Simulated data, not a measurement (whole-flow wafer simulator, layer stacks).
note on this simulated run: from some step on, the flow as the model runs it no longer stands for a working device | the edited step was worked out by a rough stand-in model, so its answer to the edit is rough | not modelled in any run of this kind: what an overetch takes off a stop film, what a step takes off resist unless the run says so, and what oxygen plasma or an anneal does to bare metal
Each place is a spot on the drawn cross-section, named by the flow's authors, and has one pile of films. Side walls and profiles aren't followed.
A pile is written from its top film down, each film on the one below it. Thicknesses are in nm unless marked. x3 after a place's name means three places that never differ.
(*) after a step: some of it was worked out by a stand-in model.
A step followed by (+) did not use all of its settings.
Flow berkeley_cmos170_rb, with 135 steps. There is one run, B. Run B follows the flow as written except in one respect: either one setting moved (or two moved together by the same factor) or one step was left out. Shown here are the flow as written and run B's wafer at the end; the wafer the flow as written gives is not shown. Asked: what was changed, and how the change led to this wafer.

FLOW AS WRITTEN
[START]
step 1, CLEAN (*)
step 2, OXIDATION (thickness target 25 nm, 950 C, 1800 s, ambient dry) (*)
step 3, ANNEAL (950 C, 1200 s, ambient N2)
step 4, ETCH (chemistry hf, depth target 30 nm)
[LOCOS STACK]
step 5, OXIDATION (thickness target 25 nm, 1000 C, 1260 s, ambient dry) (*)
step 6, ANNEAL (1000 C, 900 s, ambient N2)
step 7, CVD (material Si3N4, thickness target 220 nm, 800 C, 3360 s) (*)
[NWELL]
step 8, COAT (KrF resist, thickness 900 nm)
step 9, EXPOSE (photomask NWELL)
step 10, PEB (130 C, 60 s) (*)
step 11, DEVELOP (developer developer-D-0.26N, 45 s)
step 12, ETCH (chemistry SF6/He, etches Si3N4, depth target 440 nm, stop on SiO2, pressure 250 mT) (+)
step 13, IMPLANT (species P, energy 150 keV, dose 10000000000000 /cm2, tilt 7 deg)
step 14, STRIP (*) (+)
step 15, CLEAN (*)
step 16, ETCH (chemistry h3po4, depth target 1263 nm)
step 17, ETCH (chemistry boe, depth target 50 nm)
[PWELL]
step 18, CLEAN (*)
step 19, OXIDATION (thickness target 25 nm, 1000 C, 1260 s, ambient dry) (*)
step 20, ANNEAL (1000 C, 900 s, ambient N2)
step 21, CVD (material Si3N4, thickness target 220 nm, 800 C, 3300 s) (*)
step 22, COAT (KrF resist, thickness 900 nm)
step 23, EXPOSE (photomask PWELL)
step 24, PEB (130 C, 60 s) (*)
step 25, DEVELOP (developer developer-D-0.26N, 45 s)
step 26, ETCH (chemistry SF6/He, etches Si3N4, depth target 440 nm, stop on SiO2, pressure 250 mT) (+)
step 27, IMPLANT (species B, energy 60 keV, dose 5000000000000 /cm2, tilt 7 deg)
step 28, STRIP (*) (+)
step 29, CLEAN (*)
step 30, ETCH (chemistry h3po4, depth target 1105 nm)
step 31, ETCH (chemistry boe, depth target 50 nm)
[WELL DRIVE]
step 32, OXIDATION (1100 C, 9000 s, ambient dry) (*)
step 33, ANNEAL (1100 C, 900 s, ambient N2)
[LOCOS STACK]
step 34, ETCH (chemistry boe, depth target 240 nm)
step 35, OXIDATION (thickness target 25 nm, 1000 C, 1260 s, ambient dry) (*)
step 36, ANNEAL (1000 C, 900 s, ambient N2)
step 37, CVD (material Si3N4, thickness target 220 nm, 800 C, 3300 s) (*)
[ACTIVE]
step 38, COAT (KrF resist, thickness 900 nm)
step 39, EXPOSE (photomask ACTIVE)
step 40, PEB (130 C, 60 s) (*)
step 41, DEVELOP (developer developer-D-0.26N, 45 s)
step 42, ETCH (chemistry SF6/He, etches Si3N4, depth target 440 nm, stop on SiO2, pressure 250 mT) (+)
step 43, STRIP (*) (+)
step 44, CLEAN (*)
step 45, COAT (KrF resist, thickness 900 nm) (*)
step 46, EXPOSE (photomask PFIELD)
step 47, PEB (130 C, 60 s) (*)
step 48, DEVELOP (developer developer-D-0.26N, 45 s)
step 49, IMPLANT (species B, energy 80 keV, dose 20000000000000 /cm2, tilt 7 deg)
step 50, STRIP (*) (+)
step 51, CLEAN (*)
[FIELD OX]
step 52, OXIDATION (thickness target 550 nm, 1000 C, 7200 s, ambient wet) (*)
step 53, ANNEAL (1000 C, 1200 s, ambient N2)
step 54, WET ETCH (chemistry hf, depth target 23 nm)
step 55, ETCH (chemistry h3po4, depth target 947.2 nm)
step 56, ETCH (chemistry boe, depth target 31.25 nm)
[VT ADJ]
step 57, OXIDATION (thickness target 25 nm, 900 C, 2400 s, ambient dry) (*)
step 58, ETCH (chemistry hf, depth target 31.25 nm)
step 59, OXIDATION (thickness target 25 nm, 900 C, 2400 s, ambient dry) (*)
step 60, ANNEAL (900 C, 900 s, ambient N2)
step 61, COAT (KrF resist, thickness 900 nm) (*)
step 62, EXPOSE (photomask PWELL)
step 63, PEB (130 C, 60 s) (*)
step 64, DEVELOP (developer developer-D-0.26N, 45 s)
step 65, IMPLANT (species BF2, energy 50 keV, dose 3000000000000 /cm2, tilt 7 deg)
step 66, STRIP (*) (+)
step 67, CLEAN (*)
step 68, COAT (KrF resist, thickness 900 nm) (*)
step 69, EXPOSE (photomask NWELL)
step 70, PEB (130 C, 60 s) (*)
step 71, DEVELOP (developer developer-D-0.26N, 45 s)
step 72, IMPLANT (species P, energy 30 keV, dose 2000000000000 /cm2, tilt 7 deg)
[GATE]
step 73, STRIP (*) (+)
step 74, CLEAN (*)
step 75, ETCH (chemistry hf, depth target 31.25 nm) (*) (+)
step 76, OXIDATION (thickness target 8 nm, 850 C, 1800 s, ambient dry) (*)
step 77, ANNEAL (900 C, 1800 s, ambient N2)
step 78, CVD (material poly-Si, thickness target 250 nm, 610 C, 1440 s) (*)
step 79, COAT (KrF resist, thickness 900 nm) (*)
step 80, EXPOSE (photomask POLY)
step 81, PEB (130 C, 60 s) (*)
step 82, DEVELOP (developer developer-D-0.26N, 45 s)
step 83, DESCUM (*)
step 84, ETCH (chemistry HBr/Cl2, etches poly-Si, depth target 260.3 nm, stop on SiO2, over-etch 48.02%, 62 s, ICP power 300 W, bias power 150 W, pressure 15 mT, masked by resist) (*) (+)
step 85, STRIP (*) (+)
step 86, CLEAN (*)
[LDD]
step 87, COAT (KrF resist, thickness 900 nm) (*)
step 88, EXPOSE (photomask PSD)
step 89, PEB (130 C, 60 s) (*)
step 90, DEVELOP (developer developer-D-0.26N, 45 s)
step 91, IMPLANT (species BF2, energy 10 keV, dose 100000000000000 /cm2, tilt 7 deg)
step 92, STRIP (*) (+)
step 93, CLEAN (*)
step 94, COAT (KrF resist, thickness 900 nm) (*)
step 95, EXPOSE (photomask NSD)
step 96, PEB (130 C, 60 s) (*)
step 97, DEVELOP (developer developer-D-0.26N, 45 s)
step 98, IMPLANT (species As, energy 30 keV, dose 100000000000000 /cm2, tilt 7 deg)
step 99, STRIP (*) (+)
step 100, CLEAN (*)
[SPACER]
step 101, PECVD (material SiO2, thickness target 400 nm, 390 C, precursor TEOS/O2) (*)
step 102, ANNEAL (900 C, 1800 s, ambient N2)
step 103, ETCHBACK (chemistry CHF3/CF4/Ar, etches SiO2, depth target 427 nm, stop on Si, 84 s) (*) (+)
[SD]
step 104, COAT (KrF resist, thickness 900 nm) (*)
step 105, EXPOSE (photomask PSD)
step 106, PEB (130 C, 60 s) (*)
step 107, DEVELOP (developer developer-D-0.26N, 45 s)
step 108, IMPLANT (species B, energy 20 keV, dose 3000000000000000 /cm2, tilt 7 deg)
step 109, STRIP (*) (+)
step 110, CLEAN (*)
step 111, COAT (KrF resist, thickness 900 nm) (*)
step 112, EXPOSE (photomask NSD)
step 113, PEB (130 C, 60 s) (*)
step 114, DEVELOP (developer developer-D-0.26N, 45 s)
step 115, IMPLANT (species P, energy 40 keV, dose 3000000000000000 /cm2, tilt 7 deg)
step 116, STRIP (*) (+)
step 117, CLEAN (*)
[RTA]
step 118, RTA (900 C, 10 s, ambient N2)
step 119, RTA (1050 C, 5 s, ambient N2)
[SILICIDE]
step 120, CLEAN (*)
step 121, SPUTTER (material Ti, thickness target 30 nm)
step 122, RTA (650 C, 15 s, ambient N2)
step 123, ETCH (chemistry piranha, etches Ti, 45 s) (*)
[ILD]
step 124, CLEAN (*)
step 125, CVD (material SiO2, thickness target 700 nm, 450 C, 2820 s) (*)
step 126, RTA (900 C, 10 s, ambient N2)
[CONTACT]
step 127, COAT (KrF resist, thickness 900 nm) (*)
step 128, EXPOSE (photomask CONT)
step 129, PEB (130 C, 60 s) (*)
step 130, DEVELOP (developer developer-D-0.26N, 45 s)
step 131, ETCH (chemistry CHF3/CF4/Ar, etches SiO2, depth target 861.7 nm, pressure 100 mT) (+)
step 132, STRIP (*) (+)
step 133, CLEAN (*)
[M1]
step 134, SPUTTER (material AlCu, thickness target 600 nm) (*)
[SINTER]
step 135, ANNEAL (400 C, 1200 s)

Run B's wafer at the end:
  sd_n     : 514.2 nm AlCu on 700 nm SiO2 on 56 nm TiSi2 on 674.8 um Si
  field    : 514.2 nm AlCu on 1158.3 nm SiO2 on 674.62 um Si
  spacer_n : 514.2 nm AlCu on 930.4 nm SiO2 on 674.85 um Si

What caused this: step 134, SPUTTER: thickness target 514.2 nm was run, whereas the flow has thickness target 600 nm.
The wafer itself shows it: sd_n has AlCu 514.2, and step 134 as written asks for 600 nm.

Step by step, how the change led to this:
  step 134, SPUTTER (material AlCu, thickness target 600 nm) (*)
      field, sd_n, spacer_n, gate, spacer_p, gate_p, m1: +514.2 AlCu (new film) (as written it would have been: +600 AlCu (new film))
      sd_p: +464.4 AlCu (new film) (as written it would have been: +545.9 AlCu (new film))
      (also at 1 further place)
